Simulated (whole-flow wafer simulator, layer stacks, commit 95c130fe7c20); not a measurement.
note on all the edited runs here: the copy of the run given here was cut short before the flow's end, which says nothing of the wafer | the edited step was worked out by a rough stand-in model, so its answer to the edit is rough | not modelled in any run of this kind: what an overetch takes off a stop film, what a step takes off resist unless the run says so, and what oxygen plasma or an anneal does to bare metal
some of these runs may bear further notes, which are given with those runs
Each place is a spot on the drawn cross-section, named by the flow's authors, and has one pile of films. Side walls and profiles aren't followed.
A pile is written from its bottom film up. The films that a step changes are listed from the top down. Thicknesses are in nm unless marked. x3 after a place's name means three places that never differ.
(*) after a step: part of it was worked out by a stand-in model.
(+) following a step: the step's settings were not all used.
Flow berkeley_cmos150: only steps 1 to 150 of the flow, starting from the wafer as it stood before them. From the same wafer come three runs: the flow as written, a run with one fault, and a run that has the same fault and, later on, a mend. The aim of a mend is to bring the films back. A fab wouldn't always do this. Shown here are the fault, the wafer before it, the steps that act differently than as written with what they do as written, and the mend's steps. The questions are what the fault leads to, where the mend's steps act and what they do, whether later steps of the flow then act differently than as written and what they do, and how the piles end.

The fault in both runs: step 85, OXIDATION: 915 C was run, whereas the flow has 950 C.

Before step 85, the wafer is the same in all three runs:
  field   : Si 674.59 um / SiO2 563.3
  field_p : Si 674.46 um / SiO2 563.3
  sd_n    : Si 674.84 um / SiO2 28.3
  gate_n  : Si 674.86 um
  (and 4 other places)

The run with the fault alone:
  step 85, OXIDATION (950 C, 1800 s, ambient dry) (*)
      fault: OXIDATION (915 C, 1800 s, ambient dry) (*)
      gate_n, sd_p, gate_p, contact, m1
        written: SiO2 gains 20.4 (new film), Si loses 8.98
        fault: SiO2 gains 14.4 (new film), Si loses 6.34
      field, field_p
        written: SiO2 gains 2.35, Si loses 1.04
        fault: SiO2 gains 1.39, Si loses 0.61
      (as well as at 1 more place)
  Steps further on in the flow that do not act as written (22 other steps are not shown; they differ only slightly, by no more than 2% or 0.5 nm, whichever is larger):
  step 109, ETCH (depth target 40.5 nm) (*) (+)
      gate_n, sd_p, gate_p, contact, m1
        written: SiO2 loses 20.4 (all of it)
        fault: SiO2 loses 14.4 (all of it)
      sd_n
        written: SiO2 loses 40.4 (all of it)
        fault: SiO2 loses 36.1 (all of it)
  When the end is reached, the piles differ only a little from the flow's at the places that both follow, at most by 2% or 0.5 nm, whichever is larger.

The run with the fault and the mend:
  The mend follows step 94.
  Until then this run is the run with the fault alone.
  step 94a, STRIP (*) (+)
      field_p
        KrF resist loses 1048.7 (all of it)
      sd_p
        KrF resist loses 1274.9 (all of it)
      gate_p
        KrF resist loses 1249.5 (all of it)
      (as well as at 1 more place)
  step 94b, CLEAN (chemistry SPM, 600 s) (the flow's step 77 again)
      does not change any film at any place that is followed
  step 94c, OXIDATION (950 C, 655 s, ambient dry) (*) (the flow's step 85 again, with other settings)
      gate_n, sd_p, gate_p, contact, m1
        SiO2 gains 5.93, Si loses 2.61
      field, field_p
        SiO2 gains 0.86, Si loses 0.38
      sd_n
        SiO2 gains 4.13, Si loses 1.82
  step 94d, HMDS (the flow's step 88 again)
      does not change any film at any place that is followed
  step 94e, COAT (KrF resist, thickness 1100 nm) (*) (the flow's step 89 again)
      field
        KrF resist gains 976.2 (new film)
      field_p
        KrF resist gains 1087.8 (new film)
      sd_n
        KrF resist gains 1243 (new film)
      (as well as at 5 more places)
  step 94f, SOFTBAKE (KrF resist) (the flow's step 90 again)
      does not change any film at any place that is followed
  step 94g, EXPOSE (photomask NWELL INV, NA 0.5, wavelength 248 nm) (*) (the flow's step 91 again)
      does not change any film at any place that is followed
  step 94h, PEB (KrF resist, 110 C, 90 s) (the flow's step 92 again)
      field
        KrF resist loses 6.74
      field_p
        KrF resist loses 7.53
      sd_n
        KrF resist loses 8.63
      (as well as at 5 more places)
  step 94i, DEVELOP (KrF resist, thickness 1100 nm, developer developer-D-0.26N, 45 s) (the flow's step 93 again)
      field_p, sd_p, gate_p, m1
        KrF resist loses 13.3
      field
        KrF resist loses 969.5 (all of it)
      sd_n
        KrF resist loses 1234.4 (all of it)
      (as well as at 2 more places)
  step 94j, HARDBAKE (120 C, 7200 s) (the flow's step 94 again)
      field_p
        KrF resist loses 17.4
      sd_p
        KrF resist loses 21.4
      gate_p
        KrF resist loses 20.9
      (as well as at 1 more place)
  Later steps of the flow that are run all act as written at every place that is followed, up to a difference of at most 2% or 0.5 nm, whichever is larger.
  When the end is reached, the piles differ only a little from the flow's at the places that both follow, at most by 2% or 0.5 nm, whichever is larger.
